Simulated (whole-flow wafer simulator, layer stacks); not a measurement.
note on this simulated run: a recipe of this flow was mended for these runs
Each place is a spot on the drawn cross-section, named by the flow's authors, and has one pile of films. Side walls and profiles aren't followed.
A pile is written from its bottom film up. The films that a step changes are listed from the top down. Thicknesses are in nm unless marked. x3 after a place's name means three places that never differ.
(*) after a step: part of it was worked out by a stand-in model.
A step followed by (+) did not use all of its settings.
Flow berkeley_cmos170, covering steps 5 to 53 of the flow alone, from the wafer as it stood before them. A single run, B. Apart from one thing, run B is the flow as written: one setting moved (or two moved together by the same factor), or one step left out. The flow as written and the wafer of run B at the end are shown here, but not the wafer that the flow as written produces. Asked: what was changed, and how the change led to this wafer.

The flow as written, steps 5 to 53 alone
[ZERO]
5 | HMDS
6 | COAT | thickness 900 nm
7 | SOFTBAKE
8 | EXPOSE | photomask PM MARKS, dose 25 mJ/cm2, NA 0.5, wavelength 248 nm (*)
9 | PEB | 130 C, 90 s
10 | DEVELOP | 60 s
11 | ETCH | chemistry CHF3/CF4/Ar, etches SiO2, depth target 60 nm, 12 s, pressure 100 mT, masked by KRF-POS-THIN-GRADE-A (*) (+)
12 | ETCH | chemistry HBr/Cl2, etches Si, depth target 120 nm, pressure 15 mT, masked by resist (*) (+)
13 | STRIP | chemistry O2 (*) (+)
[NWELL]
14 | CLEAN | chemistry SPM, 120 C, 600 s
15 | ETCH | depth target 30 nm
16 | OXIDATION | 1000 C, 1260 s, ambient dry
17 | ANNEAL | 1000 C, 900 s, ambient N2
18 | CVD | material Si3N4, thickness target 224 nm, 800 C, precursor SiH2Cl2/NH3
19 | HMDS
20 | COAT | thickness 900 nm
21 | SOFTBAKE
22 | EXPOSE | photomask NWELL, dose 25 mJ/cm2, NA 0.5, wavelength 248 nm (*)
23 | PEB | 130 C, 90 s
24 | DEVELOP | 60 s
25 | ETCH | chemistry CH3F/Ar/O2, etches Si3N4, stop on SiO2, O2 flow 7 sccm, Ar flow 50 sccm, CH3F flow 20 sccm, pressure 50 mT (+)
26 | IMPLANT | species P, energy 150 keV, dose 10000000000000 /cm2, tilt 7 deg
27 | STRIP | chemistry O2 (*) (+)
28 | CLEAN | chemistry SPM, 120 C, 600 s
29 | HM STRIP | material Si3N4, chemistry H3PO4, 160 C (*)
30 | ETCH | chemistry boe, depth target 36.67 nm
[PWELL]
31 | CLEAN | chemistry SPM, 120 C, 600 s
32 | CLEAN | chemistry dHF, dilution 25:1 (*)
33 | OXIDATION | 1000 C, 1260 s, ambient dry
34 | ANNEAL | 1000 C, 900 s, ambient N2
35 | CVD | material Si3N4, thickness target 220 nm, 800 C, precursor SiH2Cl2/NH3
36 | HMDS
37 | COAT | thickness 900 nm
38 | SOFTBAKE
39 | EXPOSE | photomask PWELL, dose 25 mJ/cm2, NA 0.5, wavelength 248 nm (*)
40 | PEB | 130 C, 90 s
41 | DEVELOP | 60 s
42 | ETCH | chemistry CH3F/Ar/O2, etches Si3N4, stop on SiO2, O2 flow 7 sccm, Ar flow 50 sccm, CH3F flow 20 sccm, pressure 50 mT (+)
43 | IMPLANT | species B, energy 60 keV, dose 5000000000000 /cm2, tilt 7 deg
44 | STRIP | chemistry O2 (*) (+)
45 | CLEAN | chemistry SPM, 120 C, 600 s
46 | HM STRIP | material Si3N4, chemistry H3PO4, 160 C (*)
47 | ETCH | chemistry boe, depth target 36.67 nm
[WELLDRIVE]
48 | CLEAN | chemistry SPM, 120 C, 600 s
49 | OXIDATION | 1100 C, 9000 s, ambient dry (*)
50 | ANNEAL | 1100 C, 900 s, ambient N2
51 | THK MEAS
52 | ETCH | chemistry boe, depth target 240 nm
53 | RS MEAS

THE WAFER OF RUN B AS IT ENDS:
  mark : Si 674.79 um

Cause: step 12, ETCH: depth target 85 nm was run, while the flow as written has depth target 120 nm.

How this came from the change, step by step:
  12 | ETCH | chemistry HBr/Cl2, etches Si, depth target 120 nm, pressure 15 mT, masked by resist (*) (+)
      field x9, sd_p x3: -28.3 KrF-resist (as written it would have been: -40 KrF-resist)
      mark: -85 Si (as written it would have been: -120 Si)
